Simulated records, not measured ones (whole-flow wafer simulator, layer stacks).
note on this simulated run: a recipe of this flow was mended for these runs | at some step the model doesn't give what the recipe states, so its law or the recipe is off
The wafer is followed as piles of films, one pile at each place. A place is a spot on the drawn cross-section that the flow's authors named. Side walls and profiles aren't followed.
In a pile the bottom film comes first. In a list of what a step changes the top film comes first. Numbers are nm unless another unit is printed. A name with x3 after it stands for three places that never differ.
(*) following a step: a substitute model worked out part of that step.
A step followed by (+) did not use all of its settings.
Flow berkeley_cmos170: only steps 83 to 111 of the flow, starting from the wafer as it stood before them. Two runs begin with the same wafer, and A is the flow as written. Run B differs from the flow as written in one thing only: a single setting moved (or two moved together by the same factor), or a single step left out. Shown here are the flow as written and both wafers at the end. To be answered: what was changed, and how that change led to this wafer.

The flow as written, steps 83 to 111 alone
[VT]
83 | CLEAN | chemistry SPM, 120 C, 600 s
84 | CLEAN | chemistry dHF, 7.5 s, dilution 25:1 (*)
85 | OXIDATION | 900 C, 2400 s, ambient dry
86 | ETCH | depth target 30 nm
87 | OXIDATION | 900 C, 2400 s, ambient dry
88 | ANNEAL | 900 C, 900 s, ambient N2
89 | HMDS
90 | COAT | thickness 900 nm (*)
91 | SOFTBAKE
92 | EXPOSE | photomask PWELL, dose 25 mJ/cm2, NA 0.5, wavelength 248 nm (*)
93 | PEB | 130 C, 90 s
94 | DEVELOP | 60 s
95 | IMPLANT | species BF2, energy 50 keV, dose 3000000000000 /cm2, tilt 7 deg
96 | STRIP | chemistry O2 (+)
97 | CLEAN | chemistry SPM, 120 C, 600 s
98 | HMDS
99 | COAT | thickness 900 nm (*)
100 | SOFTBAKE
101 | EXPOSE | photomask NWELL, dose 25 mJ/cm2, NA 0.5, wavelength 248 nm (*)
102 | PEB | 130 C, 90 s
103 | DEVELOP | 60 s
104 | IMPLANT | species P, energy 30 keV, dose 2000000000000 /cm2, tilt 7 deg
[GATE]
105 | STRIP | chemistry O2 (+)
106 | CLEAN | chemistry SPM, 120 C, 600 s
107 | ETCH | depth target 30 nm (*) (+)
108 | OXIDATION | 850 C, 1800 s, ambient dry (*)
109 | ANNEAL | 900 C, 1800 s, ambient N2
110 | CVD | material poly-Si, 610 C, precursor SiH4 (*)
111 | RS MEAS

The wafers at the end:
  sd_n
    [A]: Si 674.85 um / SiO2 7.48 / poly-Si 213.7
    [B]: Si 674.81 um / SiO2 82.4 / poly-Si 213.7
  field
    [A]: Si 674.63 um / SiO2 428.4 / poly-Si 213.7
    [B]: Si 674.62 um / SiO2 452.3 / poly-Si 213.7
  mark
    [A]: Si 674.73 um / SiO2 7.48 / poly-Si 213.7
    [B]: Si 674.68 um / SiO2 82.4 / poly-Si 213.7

The reason: step 85, OXIDATION: 1187 C was run, while the flow as written has 900 C.

The path from the change to this, step by step:
  85 | OXIDATION | 900 C, 2400 s, ambient dry
      mark, sd_n, spacer_n and 9 more: A SiO2 gains 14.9 (new film), Si loses 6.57 | B SiO2 gains 136.6 (new film), Si loses 60.1
      field: A SiO2 gains 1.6, Si loses 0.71 | B SiO2 gains 25.6, Si loses 11.3
  86 | ETCH | depth target 30 nm
      mark, sd_n, spacer_n and 9 more: A SiO2 loses 14.9 (all of it) | B SiO2 loses 30
  87 | OXIDATION | 900 C, 2400 s, ambient dry
      mark, sd_n, spacer_n and 9 more: A SiO2 gains 14.9 (new film), Si loses 6.57 | B SiO2 gains 4.23, Si loses 1.86
  107 | ETCH | depth target 30 nm (*) (+)
      mark, sd_n, spacer_n and 9 more: A SiO2 loses 14.9 (all of it) | B SiO2 loses 30
  108 | OXIDATION | 850 C, 1800 s, ambient dry (*)
      mark, sd_n, spacer_n and 9 more: A SiO2 gains 7.48 (new film), Si loses 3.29 | B SiO2 gains 1.52, Si loses 0.67
